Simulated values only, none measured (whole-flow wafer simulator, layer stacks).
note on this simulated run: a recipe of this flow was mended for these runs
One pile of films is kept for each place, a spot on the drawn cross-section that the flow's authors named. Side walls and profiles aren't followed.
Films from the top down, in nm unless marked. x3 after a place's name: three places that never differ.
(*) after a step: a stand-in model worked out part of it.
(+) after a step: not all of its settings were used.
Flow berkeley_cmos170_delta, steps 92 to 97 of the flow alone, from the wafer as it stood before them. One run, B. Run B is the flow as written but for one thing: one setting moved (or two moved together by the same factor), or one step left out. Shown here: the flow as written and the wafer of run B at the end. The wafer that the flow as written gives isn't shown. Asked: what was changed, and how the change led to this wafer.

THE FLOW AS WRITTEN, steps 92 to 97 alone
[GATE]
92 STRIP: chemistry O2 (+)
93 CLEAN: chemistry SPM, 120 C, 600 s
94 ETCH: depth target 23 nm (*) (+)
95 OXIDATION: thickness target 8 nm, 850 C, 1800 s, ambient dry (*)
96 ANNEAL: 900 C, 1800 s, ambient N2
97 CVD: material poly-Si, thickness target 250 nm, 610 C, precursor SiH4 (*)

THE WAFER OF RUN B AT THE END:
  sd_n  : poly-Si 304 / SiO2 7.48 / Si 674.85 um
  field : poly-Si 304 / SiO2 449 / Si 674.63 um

The cause: step 97, CVD: thickness target 304 nm was run, where the flow has thickness target 250 nm.
It can be read off the wafer: sd_n has poly-Si 304, and step 97 as written asks for 250 nm.

How the change led to this, step by step:
  97 CVD: material poly-Si, thickness target 250 nm, 610 C, precursor SiH4 (*)
      field, sd_n, spacer_n, gate, sd_p, spacer_p x2, contact, m1: poly-Si +304 (new film) (as written it would be: poly-Si +250 (new film))
